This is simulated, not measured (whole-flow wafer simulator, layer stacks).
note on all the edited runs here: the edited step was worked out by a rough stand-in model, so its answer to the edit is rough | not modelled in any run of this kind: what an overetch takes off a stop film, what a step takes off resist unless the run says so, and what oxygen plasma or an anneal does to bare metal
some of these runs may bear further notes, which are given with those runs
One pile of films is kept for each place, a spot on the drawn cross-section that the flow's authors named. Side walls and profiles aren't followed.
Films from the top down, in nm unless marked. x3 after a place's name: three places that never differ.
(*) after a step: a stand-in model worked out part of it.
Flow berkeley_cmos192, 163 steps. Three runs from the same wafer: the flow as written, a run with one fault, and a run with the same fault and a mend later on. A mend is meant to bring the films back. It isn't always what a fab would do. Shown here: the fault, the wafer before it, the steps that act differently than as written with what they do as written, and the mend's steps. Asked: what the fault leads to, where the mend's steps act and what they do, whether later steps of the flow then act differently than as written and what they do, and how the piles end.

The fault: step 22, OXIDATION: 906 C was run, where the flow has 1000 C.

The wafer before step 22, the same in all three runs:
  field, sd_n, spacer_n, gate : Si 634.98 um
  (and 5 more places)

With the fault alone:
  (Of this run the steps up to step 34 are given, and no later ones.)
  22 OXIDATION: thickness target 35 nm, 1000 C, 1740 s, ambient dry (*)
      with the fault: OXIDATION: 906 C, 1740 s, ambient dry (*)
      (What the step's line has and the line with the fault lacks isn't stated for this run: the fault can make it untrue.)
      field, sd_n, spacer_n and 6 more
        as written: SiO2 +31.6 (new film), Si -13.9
        with the fault: SiO2 +12.9 (new film), Si -5.69
  No later step of the flow up to step 34 acts differently than as written at any place that is followed.
  After step 34 the piles differ from the flow's by more than 2% or 0.5 nm, whichever is larger, at field, sd_n, spacer_n and 6 more.
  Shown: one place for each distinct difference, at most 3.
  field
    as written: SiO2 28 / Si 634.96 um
    with the fault: SiO2 9.27 / Si 634.97 um
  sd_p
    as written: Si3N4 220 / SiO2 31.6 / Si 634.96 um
    with the fault: Si3N4 220 / SiO2 12.9 / Si 634.97 um

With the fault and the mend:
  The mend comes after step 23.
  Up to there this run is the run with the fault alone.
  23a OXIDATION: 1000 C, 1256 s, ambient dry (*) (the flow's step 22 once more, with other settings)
      field, sd_n, spacer_n and 6 more
        SiO2 +18.7, Si -8.22
  No later step of the flow acts differently than as written at any place that is followed.
  At the end the piles are the same as the flow's at every place that both follow.
